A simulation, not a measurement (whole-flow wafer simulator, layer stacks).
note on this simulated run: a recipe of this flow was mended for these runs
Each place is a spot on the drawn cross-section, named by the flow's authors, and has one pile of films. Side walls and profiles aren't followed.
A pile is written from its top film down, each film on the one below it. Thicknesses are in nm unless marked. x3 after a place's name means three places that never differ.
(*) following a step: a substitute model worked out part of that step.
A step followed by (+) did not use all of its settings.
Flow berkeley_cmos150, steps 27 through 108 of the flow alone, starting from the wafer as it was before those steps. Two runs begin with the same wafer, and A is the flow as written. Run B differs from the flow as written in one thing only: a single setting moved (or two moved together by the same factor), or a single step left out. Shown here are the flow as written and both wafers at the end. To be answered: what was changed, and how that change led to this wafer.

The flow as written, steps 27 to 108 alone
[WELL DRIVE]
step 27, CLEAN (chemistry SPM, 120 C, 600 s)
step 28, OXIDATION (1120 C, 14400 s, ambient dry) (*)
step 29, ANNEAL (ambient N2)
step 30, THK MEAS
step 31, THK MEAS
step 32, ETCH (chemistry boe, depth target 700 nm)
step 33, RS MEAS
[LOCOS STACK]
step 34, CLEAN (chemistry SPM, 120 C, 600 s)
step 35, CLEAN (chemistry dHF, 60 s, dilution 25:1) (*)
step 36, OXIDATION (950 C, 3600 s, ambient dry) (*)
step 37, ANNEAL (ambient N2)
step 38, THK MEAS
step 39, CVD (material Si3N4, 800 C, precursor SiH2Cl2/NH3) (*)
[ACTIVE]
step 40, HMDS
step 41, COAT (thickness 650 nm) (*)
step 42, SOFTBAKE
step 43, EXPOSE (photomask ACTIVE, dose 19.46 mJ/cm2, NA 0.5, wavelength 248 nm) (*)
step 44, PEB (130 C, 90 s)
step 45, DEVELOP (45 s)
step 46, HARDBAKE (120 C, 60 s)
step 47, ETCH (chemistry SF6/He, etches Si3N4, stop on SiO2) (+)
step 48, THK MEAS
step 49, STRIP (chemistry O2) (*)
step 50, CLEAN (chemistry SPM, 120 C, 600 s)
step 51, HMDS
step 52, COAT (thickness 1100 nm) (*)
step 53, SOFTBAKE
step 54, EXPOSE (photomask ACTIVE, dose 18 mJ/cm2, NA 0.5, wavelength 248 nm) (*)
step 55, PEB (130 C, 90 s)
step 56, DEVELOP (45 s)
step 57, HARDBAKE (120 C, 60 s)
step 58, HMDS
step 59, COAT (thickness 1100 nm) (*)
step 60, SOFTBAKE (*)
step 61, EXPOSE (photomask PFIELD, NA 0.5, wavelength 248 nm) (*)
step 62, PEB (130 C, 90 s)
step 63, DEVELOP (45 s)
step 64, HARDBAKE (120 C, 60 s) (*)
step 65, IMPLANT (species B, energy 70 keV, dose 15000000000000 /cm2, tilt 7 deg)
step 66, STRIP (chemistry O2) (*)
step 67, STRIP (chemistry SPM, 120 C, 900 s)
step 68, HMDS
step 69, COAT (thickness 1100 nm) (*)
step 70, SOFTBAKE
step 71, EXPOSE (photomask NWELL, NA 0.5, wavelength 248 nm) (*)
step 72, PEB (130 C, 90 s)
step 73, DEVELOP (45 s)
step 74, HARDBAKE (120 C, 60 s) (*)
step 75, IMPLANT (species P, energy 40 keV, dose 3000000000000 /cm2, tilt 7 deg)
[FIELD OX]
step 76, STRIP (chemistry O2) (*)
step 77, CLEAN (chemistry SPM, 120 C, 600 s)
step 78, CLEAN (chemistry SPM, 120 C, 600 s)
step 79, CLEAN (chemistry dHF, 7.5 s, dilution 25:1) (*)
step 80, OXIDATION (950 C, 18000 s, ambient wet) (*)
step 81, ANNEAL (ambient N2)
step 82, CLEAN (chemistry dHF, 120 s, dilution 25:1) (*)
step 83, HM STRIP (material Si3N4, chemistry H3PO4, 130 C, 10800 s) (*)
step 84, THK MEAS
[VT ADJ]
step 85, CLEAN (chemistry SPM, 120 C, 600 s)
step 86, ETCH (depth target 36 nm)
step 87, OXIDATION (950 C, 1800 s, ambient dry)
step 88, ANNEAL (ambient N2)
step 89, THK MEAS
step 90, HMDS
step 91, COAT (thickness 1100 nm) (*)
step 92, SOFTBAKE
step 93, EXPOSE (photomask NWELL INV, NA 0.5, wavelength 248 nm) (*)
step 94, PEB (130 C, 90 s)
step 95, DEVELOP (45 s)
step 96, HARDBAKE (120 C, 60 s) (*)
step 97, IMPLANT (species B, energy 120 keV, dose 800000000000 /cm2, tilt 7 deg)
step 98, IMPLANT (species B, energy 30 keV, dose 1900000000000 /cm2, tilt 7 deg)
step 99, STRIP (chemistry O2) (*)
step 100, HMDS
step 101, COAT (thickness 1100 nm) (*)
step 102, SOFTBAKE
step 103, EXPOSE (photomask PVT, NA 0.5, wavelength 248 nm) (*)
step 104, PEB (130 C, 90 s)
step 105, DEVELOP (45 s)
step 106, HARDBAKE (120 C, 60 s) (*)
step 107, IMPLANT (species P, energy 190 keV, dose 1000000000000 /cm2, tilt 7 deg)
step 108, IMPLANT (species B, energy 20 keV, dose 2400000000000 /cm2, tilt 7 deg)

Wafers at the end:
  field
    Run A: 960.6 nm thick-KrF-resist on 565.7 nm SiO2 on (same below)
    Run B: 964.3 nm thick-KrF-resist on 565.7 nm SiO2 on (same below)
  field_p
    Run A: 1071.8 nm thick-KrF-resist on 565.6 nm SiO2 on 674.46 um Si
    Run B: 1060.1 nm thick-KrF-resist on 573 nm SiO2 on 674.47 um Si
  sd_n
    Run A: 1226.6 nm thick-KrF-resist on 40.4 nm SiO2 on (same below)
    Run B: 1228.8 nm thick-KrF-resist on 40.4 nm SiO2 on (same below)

Cause: step 32, ETCH: depth target 513 nm was run, while the flow as written has depth target 700 nm.

Step by step, how the change led to this:
  step 32, ETCH (chemistry boe, depth target 700 nm)
      field_p, sd_p, gate_p: A SiO2 loses 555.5 (all of it) | B SiO2 loses 513
  step 34, CLEAN (chemistry SPM, 120 C, 600 s)
      field_p, sd_p, gate_p: A chemical SiO2 gains 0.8 (new film), Si loses 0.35 | B nothing
  step 35, CLEAN (chemistry dHF, 60 s, dilution 25:1) (*)
      field_p, sd_p, gate_p: A chemical SiO2 loses 0.8 (all of it) | B SiO2 loses 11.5
  step 36, OXIDATION (950 C, 3600 s, ambient dry) (*)
      field_p, sd_p, gate_p: A SiO2 gains 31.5 (new film), Si loses 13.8 | B SiO2 gains 18.9, Si loses 8.33
  step 41, COAT (thickness 650 nm) (*)
      field: A KrF-resist gains 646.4 (new film) | B KrF-resist gains 622.5 (new film)
  step 45, DEVELOP (45 s)
      field: A KrF-resist loses 645 (all of it) | B KrF-resist loses 621.1 (all of it)
  step 80, OXIDATION (950 C, 18000 s, ambient wet) (*)
      gate_p: A SiO2 gains 10.3 (new film), Si3N4 loses 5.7 | B SiO2 gains 10.3 (new film), Si3N4 loses 5.7, SiO2 gains 0.17, Si loses 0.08
  step 86, ETCH (depth target 36 nm)
      sd_p, gate_p: A SiO2 loses 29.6 (all of it) | B SiO2 loses 36
  step 87, OXIDATION (950 C, 1800 s, ambient dry)
      sd_p: A SiO2 gains 20.4 (new film), Si loses 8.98 | B SiO2 gains 15.9, Si loses 6.99
      gate_p: A SiO2 gains 20.4 (new film), Si loses 8.98 | B SiO2 gains 15.8, Si loses 6.97
